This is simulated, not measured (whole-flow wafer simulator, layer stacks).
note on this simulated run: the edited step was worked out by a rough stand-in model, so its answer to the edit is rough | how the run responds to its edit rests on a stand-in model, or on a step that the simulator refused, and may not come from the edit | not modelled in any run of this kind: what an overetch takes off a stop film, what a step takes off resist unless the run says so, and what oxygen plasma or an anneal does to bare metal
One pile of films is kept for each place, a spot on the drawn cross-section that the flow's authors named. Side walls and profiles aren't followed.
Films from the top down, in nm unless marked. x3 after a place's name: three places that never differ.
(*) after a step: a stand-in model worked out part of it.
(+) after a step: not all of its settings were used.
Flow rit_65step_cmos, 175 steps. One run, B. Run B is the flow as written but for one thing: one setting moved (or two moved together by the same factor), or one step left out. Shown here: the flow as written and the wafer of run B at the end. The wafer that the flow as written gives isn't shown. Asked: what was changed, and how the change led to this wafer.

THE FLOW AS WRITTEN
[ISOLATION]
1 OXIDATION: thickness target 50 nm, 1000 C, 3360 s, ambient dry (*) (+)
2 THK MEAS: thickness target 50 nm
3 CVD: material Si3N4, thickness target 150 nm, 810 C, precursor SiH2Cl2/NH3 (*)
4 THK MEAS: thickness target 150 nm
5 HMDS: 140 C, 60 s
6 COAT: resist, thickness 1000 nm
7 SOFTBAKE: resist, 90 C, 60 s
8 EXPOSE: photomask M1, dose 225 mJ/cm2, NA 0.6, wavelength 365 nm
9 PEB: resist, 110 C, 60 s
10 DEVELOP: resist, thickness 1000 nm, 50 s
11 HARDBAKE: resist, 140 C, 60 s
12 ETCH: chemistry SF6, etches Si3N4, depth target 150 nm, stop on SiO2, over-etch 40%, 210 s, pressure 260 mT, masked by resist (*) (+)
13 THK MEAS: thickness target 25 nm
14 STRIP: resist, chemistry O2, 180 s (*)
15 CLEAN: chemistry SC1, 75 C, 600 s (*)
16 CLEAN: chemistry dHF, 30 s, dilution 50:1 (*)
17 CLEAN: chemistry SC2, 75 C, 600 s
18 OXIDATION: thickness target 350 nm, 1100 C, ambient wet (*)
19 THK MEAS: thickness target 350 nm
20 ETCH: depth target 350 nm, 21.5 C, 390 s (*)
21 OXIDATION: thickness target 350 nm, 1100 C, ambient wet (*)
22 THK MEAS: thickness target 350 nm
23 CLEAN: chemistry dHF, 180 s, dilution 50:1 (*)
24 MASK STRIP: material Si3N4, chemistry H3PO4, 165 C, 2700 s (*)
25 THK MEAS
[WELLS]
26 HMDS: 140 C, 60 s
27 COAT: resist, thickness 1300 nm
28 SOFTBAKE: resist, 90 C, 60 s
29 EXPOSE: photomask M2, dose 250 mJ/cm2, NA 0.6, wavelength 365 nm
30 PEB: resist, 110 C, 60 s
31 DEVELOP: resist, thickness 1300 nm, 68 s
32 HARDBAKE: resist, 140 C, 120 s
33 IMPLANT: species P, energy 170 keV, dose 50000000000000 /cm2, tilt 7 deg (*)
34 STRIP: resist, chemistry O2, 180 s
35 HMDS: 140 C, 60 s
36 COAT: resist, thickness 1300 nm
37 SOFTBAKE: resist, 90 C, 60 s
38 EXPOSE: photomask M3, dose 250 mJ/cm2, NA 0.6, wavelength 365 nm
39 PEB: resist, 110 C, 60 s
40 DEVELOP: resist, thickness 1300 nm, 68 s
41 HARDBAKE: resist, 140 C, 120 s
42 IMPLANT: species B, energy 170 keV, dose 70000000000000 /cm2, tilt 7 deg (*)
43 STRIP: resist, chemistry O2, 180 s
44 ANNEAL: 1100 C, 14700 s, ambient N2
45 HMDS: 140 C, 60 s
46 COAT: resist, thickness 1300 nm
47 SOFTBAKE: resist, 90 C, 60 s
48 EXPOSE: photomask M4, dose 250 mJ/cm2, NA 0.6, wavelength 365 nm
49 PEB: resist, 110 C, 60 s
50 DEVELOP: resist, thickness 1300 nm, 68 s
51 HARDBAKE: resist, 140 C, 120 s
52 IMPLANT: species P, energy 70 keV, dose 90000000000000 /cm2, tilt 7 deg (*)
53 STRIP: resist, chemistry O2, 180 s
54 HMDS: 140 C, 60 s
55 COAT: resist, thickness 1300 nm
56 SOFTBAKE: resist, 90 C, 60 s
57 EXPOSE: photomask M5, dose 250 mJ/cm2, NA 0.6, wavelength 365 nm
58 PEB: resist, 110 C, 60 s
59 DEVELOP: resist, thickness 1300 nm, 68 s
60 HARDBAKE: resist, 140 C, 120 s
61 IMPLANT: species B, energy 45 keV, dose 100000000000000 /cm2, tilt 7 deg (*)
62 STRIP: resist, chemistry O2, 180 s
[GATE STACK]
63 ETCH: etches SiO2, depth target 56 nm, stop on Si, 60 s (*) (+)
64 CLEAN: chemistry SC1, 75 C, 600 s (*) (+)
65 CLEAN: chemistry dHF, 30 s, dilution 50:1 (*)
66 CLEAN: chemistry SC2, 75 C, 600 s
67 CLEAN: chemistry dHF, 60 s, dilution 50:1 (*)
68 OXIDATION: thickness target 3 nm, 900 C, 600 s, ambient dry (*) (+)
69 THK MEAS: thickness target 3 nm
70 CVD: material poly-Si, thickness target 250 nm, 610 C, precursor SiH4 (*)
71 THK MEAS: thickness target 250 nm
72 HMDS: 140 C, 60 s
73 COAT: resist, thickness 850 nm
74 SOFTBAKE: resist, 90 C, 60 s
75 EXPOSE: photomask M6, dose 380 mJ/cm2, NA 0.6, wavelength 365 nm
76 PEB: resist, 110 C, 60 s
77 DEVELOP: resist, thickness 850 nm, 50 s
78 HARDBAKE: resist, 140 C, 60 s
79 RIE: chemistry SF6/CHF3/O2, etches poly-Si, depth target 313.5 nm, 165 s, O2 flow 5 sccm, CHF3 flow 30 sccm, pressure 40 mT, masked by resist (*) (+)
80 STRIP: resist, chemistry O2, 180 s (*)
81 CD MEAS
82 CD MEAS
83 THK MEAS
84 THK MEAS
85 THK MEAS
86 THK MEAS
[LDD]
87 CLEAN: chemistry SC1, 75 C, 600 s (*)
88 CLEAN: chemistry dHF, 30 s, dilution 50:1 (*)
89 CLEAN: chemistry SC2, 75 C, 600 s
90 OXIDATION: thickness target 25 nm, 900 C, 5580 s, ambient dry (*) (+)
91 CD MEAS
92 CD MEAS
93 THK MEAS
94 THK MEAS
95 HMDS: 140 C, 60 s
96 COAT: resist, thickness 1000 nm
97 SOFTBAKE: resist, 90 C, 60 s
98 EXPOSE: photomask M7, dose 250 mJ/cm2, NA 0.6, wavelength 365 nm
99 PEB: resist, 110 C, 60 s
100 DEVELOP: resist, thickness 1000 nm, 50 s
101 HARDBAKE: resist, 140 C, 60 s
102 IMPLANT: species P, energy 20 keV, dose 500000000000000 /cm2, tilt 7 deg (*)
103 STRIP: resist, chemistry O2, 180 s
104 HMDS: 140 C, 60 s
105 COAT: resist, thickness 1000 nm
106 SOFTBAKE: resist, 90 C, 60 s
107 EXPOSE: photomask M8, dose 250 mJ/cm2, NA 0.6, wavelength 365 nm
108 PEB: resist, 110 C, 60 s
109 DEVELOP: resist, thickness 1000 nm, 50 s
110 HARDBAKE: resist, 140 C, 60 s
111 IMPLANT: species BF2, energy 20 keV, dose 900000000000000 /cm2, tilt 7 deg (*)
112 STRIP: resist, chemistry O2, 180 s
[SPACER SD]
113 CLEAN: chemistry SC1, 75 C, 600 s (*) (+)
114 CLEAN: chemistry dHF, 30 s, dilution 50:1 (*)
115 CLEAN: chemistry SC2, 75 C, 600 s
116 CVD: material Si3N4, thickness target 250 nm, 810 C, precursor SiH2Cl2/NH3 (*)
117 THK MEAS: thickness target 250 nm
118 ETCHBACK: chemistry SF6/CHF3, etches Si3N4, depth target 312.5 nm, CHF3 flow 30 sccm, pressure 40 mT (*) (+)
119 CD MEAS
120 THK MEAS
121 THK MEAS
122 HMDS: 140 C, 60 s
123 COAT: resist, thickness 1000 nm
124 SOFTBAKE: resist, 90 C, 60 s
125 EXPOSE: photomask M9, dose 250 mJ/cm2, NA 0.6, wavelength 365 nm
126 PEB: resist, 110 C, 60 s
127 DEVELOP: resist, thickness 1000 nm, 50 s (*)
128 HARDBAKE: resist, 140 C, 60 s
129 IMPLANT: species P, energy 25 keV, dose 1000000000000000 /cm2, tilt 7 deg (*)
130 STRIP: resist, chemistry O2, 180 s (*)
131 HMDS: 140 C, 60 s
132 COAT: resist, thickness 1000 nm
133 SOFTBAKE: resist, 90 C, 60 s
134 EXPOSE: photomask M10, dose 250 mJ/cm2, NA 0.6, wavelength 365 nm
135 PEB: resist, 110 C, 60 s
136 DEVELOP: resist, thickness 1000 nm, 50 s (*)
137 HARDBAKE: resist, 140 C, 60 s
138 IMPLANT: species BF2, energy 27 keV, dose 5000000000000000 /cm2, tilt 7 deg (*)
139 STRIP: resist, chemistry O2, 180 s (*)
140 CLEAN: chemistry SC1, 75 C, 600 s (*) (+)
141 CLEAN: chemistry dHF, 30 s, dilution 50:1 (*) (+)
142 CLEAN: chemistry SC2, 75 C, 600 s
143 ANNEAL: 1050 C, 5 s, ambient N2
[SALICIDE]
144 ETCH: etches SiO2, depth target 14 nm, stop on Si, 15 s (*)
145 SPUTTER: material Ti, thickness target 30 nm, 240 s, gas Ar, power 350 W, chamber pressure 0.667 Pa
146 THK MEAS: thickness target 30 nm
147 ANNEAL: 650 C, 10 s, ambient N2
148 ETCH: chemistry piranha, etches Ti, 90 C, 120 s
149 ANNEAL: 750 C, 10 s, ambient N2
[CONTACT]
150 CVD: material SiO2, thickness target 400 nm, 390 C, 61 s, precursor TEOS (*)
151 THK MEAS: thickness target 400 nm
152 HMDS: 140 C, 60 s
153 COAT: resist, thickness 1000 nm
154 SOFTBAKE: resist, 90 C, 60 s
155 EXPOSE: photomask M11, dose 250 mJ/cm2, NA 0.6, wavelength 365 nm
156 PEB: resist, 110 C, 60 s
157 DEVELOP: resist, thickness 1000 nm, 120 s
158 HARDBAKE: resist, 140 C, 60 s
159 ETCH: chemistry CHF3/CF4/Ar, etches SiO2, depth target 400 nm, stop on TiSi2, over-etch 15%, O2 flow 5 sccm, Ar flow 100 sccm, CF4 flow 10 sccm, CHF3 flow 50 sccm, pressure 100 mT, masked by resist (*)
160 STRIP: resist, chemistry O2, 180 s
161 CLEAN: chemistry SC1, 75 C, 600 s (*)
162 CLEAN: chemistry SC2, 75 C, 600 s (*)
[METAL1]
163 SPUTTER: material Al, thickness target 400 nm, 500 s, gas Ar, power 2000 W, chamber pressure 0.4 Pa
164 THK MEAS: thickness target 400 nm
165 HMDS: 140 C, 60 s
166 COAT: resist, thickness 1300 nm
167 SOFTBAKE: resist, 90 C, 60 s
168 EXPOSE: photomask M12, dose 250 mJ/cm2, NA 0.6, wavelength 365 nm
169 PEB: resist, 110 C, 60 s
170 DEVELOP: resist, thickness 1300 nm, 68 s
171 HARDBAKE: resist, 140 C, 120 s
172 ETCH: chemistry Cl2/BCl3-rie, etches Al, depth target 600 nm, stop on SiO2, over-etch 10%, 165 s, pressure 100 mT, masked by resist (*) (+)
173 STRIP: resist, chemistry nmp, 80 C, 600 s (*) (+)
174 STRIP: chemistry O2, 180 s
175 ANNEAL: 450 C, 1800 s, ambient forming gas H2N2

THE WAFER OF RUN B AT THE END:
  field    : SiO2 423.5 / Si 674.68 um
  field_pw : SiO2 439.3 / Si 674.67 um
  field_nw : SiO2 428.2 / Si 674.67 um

The cause: step 118, ETCHBACK: depth target 437.5 nm was run, where the flow has depth target 312.5 nm.

How the change led to this, step by step:
  118 ETCHBACK: chemistry SF6/CHF3, etches Si3N4, depth target 312.5 nm, CHF3 flow 30 sccm, pressure 40 mT (*) (+)
      field, field_pw, field_nw, field_p: Si3N4 -250 (all of it), SiO2 -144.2 (as written it would be: Si3N4 -250 (all of it), SiO2 -48.1)
      spacer, spacer_p: Si3N4 -179 (as written it would be: Si3N4 -54)
  123 COAT: resist, thickness 1000 nm
      field: resist +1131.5 (new film) (as written it would be: resist +1066.4 (new film))
      field_pw: resist +1091.4 (new film) (as written it would be: resist +1044.8 (new film))
      (and at 4 more places)
  126 PEB: resist, 110 C, 60 s
      field: resist -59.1 (as written it would be: resist -55.6)
      field_pw: resist -56.9 (as written it would be: resist -54.3)
      (and at 4 more places)
  127 DEVELOP: resist, thickness 1000 nm, 50 s (*)
      field: resist -1072.4 (all of it) (as written it would be: resist -1010.9 (all of it))
      spacer: resist -863.3 (all of it) (as written it would be: resist -772.3 (all of it))
  128 HARDBAKE: resist, 140 C, 60 s
      field_pw: resist -70 (as written it would be: resist -66.4)
      field_nw: resist -70.4 (as written it would be: resist -67.1)
      (and at 2 more places)
  130 STRIP: resist, chemistry O2, 180 s (*)
      field_pw: resist -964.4 (all of it) (as written it would be: resist -924.1 (all of it))
      field_nw: resist -969.4 (all of it) (as written it would be: resist -928.7 (all of it))
      (and at 2 more places)
  132 COAT: resist, thickness 1000 nm
      field: resist +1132 (new film) (as written it would be: resist +1067 (new film))
      field_pw: resist +1091.7 (new film) (as written it would be: resist +1045.2 (new film))
      (and at 4 more places)
  135 PEB: resist, 110 C, 60 s
      spacer, spacer_p: resist -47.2 (as written it would be: resist -42)
      field: resist -59.1 (as written it would be: resist -55.6)
      (and at 3 more places)
  136 DEVELOP: resist, thickness 1000 nm, 50 s (*)
      field_p: resist -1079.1 (all of it) (as written it would be: resist -1018 (all of it))
      spacer_p: resist -864.5 (all of it) (as written it would be: resist -773.3 (all of it))
  137 HARDBAKE: resist, 140 C, 60 s
      field: resist -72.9 (as written it would be: resist -68.3)
      field_pw: resist -70 (as written it would be: resist -66.4)
      (and at 2 more places)
  139 STRIP: resist, chemistry O2, 180 s (*)
      field: resist -1000 (all of it) (as written it would be: resist -943.1 (all of it))
      field_pw: resist -964.7 (all of it) (as written it would be: resist -924.5 (all of it))
      (and at 2 more places)
  153 COAT: resist, thickness 1000 nm
      field: resist +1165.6 (new film) (as written it would be: resist +1093.2 (new film))
      field_pw: resist +1105.7 (new film) (as written it would be: resist +1057.8 (new film))
      (and at 4 more places)
  156 PEB: resist, 110 C, 60 s
      spacer, spacer_p: resist -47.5 (as written it would be: resist -42.8)
      field: resist -61 (as written it would be: resist -57)
      (and at 3 more places)
  158 HARDBAKE: resist, 140 C, 60 s
      field: resist -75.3 (as written it would be: resist -70.2)
      field_pw: resist -71 (as written it would be: resist -67.6)
      (and at 4 more places)
  160 STRIP: resist, chemistry O2, 180 s
      field: resist -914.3 (all of it) (as written it would be: resist -851 (all of it))
      field_pw: resist -861.9 (all of it) (as written it would be: resist -820.1 (all of it))
      (and at 4 more places)
  166 COAT: resist, thickness 1300 nm
      field: resist +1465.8 (new film) (as written it would be: resist +1390 (new film))
      field_pw: resist +1409.2 (new film) (as written it would be: resist +1356.8 (new film))
      (and at 4 more places)
  ... 1 more step ...
  170 DEVELOP: resist, thickness 1300 nm, 68 s
      field: resist -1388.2 (all of it) (as written it would be: resist -1316.6 (all of it))
      field_pw: resist -1334.8 (all of it) (as written it would be: resist -1285.5 (all of it))
      (and at 4 more places)
